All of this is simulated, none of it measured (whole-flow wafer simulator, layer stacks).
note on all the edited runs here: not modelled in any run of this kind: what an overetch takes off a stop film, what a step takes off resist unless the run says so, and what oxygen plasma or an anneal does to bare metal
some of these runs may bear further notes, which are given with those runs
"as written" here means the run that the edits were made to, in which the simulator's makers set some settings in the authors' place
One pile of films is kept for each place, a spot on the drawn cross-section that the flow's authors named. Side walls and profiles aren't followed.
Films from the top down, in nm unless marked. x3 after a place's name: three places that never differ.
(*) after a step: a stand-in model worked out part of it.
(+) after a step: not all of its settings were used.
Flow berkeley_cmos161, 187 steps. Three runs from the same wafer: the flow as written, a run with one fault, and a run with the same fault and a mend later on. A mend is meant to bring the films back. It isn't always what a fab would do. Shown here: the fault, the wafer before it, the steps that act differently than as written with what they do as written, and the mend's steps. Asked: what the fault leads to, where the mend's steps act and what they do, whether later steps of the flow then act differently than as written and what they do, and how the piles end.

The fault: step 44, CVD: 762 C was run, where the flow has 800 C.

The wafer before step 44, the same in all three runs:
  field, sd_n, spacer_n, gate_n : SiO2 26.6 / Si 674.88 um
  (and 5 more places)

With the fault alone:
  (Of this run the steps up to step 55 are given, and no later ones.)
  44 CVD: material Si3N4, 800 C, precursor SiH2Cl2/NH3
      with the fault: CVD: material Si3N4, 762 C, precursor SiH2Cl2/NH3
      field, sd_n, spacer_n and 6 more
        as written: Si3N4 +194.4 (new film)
        with the fault: Si3N4 +120.1 (new film)
  Later steps of the flow that act differently than as written:
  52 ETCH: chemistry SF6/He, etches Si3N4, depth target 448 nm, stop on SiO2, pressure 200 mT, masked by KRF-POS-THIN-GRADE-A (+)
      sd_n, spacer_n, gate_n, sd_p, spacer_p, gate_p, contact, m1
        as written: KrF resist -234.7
        with the fault: KrF resist -153.9
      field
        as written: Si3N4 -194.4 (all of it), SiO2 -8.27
        with the fault: Si3N4 -120.1 (all of it), SiO2 -8.27
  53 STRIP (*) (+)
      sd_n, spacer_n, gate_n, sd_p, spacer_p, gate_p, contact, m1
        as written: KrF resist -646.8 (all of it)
        with the fault: KrF resist -727.6 (all of it)
  After step 55 the piles differ from the flow's by more than 2% or 0.5 nm, whichever is larger, at sd_n, spacer_n, gate_n, sd_p, spacer_p, gate_p, contact, m1.
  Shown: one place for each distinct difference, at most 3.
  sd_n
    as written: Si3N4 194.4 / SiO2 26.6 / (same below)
    with the fault: Si3N4 120.1 / SiO2 26.6 / (same below)

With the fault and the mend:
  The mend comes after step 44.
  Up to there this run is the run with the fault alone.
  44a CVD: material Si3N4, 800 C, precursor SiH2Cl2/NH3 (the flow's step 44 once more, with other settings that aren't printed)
      field, sd_n, spacer_n and 6 more
        Si3N4 +74.4
  No later step of the flow acts differently than as written, at any place that is followed, by more than 2% or 0.5 nm, whichever is larger.
  At the end the piles are the same as the flow's at every place that both follow.
